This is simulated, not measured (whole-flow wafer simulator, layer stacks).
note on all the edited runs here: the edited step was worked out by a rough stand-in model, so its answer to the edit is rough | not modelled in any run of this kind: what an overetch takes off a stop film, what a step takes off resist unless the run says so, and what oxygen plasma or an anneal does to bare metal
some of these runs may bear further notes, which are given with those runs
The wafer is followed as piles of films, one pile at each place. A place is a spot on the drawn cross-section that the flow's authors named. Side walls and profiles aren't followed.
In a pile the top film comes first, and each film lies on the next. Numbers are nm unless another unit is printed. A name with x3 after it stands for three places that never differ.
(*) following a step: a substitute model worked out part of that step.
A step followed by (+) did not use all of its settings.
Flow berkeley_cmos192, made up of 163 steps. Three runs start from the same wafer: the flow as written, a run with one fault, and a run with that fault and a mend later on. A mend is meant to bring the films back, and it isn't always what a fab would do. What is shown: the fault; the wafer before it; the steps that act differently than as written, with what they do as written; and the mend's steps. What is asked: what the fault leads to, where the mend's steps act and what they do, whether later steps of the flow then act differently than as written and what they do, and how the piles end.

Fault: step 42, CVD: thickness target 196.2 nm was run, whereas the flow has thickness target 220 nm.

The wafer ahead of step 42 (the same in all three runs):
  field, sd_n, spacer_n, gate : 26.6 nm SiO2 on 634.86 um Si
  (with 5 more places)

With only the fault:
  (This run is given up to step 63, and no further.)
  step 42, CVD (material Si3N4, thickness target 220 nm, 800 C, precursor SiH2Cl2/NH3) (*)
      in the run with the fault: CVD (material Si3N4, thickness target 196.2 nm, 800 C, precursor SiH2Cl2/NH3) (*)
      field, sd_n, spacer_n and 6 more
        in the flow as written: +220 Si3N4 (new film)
        in the run with the fault: +196.2 Si3N4 (new film)
  Steps further on in the flow that do not act as written (not shown: 4 more steps that differ only slightly, by at most 2% or 0.5 nm, whichever is larger):
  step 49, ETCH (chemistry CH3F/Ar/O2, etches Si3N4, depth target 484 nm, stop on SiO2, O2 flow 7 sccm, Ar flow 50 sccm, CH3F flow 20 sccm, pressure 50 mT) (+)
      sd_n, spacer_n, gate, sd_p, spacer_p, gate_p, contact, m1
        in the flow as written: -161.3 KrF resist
        in the run with the fault: -145.5 KrF resist
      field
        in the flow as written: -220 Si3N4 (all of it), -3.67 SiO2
        in the run with the fault: -196.2 Si3N4 (all of it), -3.67 SiO2
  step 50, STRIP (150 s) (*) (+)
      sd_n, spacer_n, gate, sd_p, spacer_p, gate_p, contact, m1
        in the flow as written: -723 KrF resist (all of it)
        in the run with the fault: -738.9 KrF resist (all of it)
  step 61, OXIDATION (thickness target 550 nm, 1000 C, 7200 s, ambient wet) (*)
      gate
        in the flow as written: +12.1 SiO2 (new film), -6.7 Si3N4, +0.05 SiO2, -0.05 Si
        in the run with the fault: +12.1 SiO2 (new film), -6.7 Si3N4
  The piles after step 63 differ from the flow's at sd_n, spacer_n, gate, sd_p, spacer_p, gate_p, contact, m1 by more than 2% or 0.5 nm, whichever is larger.
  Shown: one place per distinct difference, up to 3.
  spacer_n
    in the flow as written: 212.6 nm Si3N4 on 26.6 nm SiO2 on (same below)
    in the run with the fault: 188.8 nm Si3N4 on 26.6 nm SiO2 on (same below)
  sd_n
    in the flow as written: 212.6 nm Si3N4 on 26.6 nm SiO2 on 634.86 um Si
    in the run with the fault: 188.8 nm Si3N4 on 26.8 nm SiO2 on 634.86 um Si
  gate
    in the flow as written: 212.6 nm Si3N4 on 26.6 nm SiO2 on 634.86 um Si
    in the run with the fault: 188.8 nm Si3N4 on 26.6 nm SiO2 on 634.86 um Si

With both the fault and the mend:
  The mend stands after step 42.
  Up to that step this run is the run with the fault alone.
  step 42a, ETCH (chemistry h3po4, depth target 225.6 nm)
      field, sd_n, spacer_n and 6 more
        -196.2 Si3N4 (all of it)
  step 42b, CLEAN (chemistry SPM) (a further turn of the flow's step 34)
      leaves every film unchanged at each place that is followed
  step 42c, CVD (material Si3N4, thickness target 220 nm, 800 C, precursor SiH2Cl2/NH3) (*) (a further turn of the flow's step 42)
      field, sd_n, spacer_n and 6 more
        +220 Si3N4 (new film)
  Later steps of the flow that are run all act as written at every place that is followed.
  At every place that both follow, the piles at the end match the flow's.
